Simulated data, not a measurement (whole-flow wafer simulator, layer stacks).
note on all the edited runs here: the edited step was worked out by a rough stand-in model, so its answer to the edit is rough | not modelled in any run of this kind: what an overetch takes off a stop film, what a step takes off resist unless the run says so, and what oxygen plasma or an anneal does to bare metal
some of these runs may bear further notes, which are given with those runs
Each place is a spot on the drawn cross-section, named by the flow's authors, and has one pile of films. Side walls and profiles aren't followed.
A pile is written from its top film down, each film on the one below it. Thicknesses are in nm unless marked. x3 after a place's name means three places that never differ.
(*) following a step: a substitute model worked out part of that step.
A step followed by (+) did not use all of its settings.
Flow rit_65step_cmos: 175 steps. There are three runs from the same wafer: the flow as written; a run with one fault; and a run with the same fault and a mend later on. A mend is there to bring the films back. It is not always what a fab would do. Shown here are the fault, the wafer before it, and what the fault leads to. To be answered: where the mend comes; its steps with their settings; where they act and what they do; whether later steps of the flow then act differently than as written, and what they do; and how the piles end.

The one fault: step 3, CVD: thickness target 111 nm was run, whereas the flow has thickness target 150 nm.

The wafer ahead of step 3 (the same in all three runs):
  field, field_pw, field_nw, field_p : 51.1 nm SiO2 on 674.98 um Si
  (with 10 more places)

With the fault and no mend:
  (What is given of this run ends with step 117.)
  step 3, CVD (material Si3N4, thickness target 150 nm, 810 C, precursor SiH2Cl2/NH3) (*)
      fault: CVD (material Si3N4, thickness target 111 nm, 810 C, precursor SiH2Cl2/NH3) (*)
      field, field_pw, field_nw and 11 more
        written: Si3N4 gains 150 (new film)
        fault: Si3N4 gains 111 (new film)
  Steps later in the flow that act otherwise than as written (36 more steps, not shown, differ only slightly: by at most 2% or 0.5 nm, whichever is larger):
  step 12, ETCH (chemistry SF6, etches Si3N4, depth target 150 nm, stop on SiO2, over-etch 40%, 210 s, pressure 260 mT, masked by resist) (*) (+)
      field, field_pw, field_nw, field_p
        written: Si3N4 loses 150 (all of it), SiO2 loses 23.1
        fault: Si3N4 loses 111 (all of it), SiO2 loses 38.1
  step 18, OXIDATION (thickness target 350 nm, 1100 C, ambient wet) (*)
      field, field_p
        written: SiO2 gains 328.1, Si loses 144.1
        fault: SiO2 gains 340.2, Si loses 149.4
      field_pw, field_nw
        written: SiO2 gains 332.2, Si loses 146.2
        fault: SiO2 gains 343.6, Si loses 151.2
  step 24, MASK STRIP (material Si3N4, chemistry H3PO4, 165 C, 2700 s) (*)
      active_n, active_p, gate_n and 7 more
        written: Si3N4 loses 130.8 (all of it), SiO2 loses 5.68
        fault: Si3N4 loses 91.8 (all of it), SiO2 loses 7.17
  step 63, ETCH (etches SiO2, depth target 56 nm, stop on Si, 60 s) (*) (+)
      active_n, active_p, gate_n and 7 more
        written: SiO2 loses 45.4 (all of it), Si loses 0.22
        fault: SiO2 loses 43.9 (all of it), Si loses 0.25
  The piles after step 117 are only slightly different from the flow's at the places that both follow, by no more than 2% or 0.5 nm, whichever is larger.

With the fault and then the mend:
  The mend follows step 11.
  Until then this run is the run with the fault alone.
  step 11a, STRIP (resist, chemistry O2, 180 s) (*)
      active_n, active_p, gate_n and 7 more
        resist loses 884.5 (all of it)
  step 11b, CLEAN (chemistry SC2, 75 C, 600 s)
      leaves every film unchanged at each place that is followed
  step 11c, CVD (material Si3N4, thickness target 39 nm, 810 C, precursor SiH2Cl2/NH3) (*) (a further turn of the flow's step 3, with different settings)
      field, field_pw, field_nw and 11 more
        Si3N4 gains 39
  step 11d, HMDS (140 C, 60 s) (a further turn of the flow's step 5)
      leaves every film unchanged at each place that is followed
  step 11e, COAT (resist, thickness 1000 nm) (a further turn of the flow's step 6)
      field, field_pw, field_nw and 11 more
        resist gains 1000 (new film)
  step 11f, SOFTBAKE (resist, 90 C, 60 s) (a further turn of the flow's step 7)
      leaves every film unchanged at each place that is followed
  step 11g, EXPOSE (photomask M1, dose 225 mJ/cm2, NA 0.6, wavelength 365 nm) (a further turn of the flow's step 8)
      leaves every film unchanged at each place that is followed
  step 11h, PEB (resist, 110 C, 60 s) (a further turn of the flow's step 9)
      field, field_pw, field_nw and 11 more
        resist loses 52
  step 11i, DEVELOP (resist, thickness 1000 nm, 50 s) (a further turn of the flow's step 10)
      field, field_pw, field_nw, field_p
        resist loses 948 (all of it)
  step 11j, HARDBAKE (resist, 140 C, 60 s) (a further turn of the flow's step 11)
      active_n, active_p, gate_n and 7 more
        resist loses 63.5
  Later steps of the flow that are run all act as written at every place that is followed.
  At every place that both follow, the piles at the end match the flow's.
